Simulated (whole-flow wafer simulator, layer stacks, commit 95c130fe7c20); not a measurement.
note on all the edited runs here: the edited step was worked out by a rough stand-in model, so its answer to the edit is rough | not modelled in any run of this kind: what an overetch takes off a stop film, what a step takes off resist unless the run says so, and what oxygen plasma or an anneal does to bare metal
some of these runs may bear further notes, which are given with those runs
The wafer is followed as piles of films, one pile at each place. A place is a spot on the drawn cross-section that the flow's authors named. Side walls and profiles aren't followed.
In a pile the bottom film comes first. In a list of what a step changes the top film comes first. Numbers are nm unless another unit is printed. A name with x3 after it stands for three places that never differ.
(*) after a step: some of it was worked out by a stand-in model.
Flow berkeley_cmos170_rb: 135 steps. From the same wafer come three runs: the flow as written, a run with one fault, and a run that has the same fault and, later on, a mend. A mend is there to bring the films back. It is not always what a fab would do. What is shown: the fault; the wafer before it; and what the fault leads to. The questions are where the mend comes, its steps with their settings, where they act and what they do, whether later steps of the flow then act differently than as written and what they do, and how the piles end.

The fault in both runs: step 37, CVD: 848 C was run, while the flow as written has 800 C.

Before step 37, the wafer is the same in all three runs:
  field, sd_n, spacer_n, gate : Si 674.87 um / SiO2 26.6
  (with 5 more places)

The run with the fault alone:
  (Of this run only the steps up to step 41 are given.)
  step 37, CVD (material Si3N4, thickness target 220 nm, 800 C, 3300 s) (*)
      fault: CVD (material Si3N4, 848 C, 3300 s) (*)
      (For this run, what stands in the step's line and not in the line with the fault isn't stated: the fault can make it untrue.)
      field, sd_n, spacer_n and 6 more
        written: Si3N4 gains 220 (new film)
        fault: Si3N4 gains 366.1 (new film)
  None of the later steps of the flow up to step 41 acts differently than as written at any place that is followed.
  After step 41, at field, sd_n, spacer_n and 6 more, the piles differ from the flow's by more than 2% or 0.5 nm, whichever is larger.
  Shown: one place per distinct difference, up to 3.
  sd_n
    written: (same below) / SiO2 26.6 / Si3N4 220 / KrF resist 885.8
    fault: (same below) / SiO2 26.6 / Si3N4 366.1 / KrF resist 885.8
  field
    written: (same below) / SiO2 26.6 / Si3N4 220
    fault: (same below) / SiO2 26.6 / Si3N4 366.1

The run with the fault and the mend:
  The mend follows step 37.
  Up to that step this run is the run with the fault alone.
  step 37a, ETCH (chemistry h3po4, depth target 146.1 nm) (the flow's step 30 again, with other settings)
      field, sd_n, spacer_n and 6 more
        Si3N4 loses 146.1
  None of the later steps of the flow differs from how it acts as written, at any place that is followed, by more than 2% or 0.5 nm, whichever is larger.
  At every place that both follow, the piles at the end match the flow's.
